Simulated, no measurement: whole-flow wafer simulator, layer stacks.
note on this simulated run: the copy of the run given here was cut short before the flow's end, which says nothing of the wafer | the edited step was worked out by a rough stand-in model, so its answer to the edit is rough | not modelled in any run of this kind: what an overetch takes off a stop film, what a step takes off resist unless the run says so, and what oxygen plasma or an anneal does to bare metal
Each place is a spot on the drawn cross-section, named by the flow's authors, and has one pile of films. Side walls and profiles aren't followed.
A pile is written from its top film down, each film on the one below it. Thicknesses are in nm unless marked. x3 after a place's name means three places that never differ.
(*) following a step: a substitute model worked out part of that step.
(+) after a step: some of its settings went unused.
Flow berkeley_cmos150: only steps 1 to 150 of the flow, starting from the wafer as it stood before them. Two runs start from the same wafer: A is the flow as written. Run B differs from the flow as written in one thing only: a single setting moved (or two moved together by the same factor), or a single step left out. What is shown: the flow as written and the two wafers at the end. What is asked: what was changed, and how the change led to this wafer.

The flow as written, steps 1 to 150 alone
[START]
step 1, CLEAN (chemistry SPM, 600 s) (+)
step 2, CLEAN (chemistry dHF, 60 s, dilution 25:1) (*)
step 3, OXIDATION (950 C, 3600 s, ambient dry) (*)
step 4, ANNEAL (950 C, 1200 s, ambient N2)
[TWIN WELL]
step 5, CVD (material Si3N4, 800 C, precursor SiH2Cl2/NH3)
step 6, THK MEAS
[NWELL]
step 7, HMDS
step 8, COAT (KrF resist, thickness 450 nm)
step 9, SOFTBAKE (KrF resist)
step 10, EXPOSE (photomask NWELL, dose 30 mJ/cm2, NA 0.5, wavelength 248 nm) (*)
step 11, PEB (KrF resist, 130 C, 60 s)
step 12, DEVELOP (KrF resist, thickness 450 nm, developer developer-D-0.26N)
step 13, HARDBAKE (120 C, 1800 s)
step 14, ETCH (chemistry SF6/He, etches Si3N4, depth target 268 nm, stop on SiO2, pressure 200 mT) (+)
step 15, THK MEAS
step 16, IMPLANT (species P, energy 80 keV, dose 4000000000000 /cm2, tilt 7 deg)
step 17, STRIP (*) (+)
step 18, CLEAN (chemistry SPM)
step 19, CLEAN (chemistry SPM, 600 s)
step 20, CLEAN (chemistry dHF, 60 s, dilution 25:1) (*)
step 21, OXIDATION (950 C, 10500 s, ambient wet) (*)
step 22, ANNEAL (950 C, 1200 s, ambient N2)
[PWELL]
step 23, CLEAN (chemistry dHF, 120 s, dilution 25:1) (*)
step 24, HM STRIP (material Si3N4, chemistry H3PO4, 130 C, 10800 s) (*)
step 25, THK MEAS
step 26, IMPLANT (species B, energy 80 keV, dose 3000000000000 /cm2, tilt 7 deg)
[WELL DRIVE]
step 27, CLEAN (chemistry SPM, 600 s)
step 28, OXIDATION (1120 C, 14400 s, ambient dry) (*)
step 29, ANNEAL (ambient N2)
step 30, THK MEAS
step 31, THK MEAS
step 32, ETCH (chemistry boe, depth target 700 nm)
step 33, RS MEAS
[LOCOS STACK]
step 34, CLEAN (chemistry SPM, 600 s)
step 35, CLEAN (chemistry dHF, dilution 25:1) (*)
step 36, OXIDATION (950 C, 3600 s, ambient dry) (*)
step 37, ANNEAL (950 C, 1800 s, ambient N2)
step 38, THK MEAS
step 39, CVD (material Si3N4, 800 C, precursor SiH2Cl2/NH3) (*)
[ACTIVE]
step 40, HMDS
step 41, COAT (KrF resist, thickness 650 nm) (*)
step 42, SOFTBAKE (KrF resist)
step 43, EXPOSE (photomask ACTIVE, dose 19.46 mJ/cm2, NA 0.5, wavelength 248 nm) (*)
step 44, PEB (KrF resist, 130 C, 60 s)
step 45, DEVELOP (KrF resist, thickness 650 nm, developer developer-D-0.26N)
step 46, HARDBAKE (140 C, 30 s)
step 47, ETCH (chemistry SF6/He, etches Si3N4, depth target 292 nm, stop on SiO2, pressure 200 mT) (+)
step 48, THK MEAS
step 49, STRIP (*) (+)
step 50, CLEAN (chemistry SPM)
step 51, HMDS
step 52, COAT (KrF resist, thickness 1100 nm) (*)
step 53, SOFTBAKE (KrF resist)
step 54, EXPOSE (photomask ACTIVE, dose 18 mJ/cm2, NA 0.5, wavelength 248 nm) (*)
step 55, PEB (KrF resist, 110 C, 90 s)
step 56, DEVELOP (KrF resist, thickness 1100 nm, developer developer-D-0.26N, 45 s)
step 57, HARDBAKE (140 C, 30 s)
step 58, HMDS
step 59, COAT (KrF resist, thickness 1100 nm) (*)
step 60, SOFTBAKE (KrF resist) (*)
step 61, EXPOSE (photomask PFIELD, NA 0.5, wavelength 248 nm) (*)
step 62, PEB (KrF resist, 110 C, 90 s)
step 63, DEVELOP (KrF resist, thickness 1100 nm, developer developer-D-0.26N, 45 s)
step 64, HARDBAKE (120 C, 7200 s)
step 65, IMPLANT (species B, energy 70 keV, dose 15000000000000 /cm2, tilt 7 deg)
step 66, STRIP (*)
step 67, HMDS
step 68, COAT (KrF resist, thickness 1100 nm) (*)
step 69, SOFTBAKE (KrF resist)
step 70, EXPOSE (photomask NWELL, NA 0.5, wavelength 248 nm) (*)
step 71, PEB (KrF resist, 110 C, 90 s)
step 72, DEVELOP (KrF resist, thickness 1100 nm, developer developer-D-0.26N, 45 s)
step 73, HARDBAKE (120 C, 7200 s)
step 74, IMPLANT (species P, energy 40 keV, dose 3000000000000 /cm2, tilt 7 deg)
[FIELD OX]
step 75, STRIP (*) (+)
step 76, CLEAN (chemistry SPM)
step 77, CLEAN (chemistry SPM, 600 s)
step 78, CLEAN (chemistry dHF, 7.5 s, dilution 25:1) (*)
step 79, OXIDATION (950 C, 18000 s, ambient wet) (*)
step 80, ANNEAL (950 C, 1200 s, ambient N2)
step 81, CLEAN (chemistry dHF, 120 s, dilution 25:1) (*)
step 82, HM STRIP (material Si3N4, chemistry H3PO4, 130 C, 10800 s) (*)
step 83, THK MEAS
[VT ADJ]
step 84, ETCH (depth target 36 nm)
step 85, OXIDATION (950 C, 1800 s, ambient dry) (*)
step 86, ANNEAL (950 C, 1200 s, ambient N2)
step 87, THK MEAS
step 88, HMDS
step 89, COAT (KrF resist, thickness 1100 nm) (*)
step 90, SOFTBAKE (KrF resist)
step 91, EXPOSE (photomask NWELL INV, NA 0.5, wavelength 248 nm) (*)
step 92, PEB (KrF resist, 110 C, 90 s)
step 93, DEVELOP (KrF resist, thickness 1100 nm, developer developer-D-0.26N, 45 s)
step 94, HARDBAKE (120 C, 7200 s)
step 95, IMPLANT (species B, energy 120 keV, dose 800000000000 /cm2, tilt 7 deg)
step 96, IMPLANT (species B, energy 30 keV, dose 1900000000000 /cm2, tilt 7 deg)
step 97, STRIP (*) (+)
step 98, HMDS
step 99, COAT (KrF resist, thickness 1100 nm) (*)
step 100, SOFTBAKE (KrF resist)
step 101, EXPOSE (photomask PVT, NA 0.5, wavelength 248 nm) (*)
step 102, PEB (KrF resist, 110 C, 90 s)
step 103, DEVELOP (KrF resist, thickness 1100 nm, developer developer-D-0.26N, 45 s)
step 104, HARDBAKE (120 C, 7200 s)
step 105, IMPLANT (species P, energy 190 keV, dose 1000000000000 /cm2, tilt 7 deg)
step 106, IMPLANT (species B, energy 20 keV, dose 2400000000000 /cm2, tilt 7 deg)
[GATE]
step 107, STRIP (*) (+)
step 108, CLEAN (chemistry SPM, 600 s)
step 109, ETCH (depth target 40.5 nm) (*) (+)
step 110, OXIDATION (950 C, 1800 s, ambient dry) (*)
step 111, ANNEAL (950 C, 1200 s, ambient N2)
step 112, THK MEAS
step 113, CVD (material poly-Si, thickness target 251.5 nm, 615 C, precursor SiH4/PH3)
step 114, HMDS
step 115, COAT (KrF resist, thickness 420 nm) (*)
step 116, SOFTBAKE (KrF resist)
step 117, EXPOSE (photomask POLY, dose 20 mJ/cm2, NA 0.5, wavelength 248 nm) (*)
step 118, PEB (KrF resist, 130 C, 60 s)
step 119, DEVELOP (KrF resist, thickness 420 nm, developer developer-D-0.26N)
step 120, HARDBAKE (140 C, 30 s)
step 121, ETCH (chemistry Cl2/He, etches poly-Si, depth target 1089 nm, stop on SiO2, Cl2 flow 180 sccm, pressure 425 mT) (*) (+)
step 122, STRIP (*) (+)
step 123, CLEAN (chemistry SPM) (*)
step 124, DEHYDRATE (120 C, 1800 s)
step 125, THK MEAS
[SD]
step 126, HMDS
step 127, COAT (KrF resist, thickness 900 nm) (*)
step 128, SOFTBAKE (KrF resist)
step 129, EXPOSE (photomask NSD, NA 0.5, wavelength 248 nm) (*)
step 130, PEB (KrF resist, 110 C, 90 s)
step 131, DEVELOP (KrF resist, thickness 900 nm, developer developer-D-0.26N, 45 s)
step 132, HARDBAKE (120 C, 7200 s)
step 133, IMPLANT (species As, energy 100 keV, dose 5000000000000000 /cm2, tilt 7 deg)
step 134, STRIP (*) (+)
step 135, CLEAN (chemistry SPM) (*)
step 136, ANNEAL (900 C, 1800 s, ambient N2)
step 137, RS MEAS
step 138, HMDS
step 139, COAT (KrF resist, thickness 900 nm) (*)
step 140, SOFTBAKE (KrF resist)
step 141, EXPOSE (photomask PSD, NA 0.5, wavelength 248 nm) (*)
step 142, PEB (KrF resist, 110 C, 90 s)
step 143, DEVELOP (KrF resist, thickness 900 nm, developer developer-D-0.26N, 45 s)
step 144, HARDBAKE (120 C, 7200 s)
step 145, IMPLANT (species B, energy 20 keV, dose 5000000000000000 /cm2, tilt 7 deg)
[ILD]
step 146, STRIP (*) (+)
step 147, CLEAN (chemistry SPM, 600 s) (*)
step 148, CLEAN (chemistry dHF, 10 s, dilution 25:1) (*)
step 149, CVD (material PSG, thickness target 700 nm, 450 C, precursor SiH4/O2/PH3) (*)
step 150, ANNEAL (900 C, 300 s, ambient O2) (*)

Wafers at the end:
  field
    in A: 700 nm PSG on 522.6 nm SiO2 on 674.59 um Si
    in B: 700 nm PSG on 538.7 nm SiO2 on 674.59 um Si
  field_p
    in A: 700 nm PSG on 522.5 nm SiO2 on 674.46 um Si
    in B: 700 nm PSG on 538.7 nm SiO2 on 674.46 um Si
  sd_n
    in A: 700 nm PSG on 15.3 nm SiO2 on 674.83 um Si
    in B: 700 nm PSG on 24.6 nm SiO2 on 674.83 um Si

What caused this: step 109, ETCH: depth target 24.3 nm was run, whereas the flow has depth target 40.5 nm.

How this came from the change, step by step:
  step 109, ETCH (depth target 40.5 nm) (*) (+)
      sd_n: A -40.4 SiO2 (all of it) | B -24.3 SiO2
      field, field_p: A -40.5 SiO2 | B -24.3 SiO2
  step 110, OXIDATION (950 C, 1800 s, ambient dry) (*)
      sd_n: A +20.4 SiO2 (new film), -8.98 Si | B +13.6 SiO2, -5.96 Si
  step 122, STRIP (*) (+)
      gate_n: A +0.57 chemical SiO2 (new film), -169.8 KrF resist (all of it), -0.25 poly-Si | B +0.57 chemical SiO2 (new film), -176.2 KrF resist (all of it), -0.25 poly-Si
